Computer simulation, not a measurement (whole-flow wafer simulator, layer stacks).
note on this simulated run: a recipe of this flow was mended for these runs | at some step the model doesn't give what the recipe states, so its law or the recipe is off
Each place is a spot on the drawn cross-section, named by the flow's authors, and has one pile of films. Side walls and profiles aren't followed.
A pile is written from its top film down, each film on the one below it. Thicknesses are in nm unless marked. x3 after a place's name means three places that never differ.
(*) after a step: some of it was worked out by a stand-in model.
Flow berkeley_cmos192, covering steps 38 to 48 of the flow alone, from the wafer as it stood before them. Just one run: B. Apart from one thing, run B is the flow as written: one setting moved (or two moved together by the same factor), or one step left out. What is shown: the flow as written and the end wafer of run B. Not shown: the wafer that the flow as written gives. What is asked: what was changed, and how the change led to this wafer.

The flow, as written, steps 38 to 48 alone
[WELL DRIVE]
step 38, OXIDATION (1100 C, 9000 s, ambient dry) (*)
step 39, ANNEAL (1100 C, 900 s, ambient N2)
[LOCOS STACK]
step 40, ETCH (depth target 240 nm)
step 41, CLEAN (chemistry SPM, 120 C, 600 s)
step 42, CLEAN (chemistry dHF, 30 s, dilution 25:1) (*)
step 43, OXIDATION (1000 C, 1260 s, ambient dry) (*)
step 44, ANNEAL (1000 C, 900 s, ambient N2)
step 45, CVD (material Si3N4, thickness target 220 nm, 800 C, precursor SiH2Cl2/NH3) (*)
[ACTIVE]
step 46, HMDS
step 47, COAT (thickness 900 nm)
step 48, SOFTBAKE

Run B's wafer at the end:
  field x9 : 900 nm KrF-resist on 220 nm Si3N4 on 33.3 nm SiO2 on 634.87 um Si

What caused this: step 40, ETCH: depth target 182 nm was run, while the flow as written has depth target 240 nm.

Step by step, how the change led to this:
  step 40, ETCH (depth target 240 nm)
      field x9: SiO2 loses 182 (as written it would have been: SiO2 loses 197.6 (all of it))
  step 41, CLEAN (chemistry SPM, 120 C, 600 s)
      field x9: nothing (as written it would have been: chemical SiO2 gains 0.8 (new film), Si loses 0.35)
  step 42, CLEAN (chemistry dHF, 30 s, dilution 25:1) (*)
      field x9: SiO2 loses 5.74 (as written it would have been: chemical SiO2 loses 0.8 (all of it))
  step 43, OXIDATION (1000 C, 1260 s, ambient dry) (*)
      field x9: SiO2 gains 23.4, Si loses 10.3 (as written it would have been: SiO2 gains 26.6 (new film), Si loses 11.7)
